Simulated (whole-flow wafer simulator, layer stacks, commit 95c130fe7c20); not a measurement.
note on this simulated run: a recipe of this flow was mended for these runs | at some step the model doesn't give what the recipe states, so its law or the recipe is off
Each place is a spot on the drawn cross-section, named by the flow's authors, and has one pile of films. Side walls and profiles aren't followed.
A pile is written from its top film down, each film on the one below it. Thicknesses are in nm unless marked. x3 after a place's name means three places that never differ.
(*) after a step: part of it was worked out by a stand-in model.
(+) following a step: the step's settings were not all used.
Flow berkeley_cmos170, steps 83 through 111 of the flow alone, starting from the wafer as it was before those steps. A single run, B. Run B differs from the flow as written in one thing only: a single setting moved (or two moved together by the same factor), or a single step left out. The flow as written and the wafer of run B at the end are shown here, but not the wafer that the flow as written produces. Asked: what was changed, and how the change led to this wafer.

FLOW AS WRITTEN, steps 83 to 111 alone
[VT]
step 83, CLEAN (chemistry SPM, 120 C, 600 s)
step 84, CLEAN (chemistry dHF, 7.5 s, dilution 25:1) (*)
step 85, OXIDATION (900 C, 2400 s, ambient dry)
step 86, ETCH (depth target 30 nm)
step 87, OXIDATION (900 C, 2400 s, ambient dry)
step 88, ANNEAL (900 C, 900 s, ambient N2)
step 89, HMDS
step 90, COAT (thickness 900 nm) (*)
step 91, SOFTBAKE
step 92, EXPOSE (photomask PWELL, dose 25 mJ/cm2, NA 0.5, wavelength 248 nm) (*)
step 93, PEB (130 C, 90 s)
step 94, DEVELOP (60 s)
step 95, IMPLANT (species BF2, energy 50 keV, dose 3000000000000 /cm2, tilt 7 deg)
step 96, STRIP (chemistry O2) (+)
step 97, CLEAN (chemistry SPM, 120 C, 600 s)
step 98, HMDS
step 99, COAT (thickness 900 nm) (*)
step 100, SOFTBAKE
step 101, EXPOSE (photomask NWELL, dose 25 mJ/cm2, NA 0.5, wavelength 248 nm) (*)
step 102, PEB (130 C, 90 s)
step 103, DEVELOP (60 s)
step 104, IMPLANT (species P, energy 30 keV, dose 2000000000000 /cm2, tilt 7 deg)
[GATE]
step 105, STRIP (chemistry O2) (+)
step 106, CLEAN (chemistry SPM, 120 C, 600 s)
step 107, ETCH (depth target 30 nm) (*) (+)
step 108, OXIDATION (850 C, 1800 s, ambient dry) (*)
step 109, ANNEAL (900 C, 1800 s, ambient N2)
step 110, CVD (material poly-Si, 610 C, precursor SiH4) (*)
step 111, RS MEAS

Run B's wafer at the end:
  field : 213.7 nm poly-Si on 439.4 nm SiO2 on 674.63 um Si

Cause: step 86, ETCH: depth target 19 nm was run, whereas the flow has depth target 30 nm.

Step by step, how the change led to this:
  step 86, ETCH (depth target 30 nm)
      field: SiO2 loses 19 (it would be, as written: SiO2 loses 30)
